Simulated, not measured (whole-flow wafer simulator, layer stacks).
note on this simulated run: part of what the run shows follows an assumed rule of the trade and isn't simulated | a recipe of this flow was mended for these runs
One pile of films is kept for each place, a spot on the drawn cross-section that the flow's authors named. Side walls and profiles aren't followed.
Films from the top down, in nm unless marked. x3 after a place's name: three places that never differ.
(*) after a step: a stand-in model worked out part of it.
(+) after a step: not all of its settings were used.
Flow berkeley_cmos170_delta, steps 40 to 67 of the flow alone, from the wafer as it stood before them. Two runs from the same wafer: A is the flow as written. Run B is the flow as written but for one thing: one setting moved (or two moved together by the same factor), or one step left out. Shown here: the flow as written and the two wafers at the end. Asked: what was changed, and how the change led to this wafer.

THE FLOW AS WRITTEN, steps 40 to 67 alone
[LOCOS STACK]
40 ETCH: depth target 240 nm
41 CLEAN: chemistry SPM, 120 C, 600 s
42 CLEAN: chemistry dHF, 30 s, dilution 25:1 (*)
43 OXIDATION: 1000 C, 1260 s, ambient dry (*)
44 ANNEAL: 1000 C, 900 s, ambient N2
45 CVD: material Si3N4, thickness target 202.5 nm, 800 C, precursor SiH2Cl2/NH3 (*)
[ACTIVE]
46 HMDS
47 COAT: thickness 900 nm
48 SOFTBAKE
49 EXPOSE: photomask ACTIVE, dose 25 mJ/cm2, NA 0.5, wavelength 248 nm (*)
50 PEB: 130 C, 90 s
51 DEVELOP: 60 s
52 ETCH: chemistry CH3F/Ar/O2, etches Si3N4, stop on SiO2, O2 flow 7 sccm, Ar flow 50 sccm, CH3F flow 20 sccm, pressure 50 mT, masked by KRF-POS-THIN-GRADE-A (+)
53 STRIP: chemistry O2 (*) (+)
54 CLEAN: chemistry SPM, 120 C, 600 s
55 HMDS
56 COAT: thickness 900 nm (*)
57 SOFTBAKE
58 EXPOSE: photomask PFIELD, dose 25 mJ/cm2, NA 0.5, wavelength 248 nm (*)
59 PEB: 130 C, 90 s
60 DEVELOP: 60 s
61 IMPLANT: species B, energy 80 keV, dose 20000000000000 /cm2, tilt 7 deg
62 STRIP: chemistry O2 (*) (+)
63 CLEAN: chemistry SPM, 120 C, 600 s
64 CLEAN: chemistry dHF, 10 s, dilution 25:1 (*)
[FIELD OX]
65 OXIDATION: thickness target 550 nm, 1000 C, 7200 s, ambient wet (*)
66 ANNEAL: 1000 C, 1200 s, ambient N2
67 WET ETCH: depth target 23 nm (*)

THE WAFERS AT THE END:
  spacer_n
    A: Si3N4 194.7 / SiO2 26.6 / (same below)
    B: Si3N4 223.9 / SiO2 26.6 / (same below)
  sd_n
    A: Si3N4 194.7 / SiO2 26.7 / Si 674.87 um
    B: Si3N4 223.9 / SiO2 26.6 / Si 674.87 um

The cause: step 45, CVD: thickness target 231.7 nm was run, where the flow has thickness target 202.5 nm.

How the change led to this, step by step:
  45 CVD: material Si3N4, thickness target 202.5 nm, 800 C, precursor SiH2Cl2/NH3 (*)
      field, sd_n, spacer_n and 6 more: A Si3N4 +202.5 (new film) | B Si3N4 +231.7 (new film)
  52 ETCH: chemistry CH3F/Ar/O2, etches Si3N4, stop on SiO2, O2 flow 7 sccm, Ar flow 50 sccm, CH3F flow 20 sccm, pressure 50 mT, masked by KRF-POS-THIN-GRADE-A (+)
      sd_n, spacer_n, gate, sd_p, spacer_p, gate_p, contact, m1: A KrF-resist -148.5 | B KrF-resist -168
      field: A Si3N4 -202.5 (all of it), SiO2 -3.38 | B Si3N4 -231.7 (all of it), SiO2 -3.38
  53 STRIP: chemistry O2 (*) (+)
      sd_n, spacer_n, gate, sd_p, spacer_p, gate_p, contact, m1: A KrF-resist -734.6 (all of it) | B KrF-resist -715.1 (all of it)
  65 OXIDATION: thickness target 550 nm, 1000 C, 7200 s, ambient wet (*)
      sd_n, sd_p: A SiO2 +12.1 (new film), Si3N4 -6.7, SiO2 +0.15, Si -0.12 | B SiO2 +12.1 (new film), Si3N4 -6.7
